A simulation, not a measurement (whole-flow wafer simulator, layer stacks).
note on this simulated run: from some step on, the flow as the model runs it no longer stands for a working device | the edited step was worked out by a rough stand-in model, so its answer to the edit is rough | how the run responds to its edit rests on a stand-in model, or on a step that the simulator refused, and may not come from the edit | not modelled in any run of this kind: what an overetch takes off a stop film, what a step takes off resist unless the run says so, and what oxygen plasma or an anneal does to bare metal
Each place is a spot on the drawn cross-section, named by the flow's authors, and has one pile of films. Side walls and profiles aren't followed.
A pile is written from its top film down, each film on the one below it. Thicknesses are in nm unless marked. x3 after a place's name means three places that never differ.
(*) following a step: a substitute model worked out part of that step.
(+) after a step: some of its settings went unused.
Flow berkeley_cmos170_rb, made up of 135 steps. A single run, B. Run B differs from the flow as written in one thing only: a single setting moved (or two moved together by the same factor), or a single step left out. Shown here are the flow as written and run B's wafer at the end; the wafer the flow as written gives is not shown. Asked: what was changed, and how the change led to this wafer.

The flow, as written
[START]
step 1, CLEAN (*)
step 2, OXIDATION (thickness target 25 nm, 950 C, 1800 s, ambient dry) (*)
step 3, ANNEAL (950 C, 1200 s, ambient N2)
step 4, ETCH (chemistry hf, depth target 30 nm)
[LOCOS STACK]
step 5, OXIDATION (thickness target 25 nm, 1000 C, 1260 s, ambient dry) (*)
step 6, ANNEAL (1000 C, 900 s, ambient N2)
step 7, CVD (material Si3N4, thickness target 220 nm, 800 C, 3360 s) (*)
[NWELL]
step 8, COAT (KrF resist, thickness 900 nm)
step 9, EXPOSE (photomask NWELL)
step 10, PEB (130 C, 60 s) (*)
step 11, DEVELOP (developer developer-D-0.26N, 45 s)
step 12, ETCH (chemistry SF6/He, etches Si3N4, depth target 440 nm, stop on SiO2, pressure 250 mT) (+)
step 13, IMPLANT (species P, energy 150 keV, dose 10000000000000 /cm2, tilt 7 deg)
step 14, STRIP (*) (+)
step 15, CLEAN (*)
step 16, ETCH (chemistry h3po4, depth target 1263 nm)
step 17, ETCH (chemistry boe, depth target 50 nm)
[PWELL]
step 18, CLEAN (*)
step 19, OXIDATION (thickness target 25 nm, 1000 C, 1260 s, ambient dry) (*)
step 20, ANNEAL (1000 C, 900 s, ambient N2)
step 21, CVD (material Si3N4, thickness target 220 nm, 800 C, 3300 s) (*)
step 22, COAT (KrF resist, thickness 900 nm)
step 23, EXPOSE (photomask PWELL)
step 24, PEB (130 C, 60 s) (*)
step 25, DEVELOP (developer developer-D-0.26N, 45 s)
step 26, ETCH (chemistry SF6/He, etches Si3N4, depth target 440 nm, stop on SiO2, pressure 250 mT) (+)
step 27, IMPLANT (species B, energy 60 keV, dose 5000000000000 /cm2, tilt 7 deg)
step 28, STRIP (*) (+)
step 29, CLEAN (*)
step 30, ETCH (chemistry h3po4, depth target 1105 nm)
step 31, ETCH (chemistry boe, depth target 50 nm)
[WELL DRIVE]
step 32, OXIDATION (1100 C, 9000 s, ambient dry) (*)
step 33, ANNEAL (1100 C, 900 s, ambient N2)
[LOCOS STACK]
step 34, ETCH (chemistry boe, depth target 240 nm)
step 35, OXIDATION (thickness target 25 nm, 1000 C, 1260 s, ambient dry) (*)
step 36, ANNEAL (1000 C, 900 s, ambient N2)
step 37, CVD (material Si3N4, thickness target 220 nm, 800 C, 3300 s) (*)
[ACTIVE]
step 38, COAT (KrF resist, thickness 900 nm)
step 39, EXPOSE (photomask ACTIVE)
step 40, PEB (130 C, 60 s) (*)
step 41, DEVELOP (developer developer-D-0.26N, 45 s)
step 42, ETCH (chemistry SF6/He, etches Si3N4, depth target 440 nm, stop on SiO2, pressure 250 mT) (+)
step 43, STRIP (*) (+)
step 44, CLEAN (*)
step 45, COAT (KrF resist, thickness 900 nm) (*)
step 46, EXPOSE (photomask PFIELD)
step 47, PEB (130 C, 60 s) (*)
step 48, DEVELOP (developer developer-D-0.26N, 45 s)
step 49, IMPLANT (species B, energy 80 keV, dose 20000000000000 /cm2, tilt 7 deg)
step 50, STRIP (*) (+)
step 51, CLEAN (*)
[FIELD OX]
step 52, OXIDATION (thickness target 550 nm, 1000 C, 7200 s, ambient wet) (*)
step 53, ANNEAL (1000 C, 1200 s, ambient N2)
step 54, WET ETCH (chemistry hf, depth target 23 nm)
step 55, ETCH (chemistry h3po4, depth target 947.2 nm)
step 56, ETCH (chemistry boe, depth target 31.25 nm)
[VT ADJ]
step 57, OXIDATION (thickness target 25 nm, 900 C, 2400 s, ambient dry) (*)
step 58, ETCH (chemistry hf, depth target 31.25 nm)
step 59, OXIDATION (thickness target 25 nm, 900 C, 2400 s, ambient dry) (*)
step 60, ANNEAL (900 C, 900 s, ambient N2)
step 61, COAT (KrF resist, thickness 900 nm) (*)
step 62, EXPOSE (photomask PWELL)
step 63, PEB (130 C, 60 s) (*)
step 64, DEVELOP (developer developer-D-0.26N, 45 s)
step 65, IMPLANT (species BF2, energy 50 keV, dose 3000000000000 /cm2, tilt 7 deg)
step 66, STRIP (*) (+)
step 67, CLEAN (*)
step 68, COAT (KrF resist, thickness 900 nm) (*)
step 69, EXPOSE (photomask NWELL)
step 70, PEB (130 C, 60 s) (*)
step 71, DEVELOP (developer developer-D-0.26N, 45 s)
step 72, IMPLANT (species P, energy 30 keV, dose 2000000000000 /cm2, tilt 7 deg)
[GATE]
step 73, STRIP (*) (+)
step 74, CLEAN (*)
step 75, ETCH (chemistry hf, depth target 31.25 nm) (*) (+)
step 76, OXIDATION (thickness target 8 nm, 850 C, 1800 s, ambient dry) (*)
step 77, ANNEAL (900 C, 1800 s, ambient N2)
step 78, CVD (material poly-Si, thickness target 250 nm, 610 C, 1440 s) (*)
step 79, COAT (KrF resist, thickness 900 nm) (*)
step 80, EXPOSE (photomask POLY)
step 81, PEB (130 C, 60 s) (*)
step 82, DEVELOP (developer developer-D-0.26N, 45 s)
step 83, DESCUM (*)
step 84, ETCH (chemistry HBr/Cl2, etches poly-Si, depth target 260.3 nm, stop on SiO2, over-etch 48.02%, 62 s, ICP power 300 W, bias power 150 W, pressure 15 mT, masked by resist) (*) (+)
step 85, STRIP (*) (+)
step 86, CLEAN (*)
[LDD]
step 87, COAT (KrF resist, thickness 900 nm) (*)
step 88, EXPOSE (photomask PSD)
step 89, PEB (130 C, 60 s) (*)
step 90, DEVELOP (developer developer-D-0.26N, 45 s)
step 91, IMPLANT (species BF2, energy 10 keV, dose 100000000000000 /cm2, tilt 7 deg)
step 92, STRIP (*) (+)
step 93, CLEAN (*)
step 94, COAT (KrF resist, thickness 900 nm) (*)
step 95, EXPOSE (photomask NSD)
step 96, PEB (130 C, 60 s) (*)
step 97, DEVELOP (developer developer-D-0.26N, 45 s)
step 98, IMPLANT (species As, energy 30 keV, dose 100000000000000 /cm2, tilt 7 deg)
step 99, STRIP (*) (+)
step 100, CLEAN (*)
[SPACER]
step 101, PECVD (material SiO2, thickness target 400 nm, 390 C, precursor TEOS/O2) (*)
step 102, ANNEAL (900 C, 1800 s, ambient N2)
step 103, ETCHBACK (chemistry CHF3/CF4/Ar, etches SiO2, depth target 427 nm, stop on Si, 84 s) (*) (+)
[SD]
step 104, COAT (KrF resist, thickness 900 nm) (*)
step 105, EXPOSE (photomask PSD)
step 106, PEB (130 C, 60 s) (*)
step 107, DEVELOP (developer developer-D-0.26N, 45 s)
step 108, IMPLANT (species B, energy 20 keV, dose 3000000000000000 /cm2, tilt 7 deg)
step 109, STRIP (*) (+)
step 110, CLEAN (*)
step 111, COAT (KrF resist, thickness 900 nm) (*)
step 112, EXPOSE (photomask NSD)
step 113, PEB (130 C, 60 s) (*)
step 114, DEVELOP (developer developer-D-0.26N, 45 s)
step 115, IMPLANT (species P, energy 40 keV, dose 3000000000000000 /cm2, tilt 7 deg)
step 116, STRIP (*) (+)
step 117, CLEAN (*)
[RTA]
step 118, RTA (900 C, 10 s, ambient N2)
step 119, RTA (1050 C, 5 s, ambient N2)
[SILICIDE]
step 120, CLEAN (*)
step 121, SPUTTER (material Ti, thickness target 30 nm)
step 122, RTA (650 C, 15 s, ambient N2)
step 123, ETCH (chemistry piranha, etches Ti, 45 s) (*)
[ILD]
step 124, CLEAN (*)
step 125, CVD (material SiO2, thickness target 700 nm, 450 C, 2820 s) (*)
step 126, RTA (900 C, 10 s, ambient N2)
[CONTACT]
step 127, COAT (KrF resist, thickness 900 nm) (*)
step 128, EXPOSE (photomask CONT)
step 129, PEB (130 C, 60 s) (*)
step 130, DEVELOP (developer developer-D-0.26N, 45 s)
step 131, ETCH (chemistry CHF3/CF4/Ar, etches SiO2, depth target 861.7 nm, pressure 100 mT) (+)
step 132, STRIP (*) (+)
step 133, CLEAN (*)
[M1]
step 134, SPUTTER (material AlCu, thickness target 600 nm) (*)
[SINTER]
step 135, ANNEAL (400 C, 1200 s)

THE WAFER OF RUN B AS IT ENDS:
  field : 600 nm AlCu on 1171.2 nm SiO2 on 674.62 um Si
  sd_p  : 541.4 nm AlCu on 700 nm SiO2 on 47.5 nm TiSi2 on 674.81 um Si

What caused this: step 75, ETCH: depth target 18.28 nm was run, whereas the flow has depth target 31.25 nm.

How this came from the change, step by step:
  step 75, ETCH (chemistry hf, depth target 31.25 nm) (*) (+)
      field: SiO2 loses 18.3 (in the flow as written it would be: SiO2 loses 31.3)
  step 121, SPUTTER (material Ti, thickness target 30 nm)
      sd_p: Ti gains 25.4 (new film) (in the flow as written it would be: Ti gains 27.1 (new film))
  step 122, RTA (650 C, 15 s, ambient N2)
      sd_p: Ti loses 19.8, TiSi2 C49 gains 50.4 (new film), Si loses 45 (in the flow as written it would be: Ti loses 21.1, TiSi first gains 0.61 (new film), TiSi2 C49 gains 52.9 (new film), Si loses 47.6)
  step 126, RTA (900 C, 10 s, ambient N2)
      sd_p: under 1 film: TiSi2 gains 47.5 (new film), TiSi2 C49 loses 50.4 (all of it) (in the flow as written it would be: under 1 film: TiSi2 gains 50.7 (new film), TiSi first loses 0.61 (all of it), TiSi2 C49 loses 52.9 (all of it), Si loses 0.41)
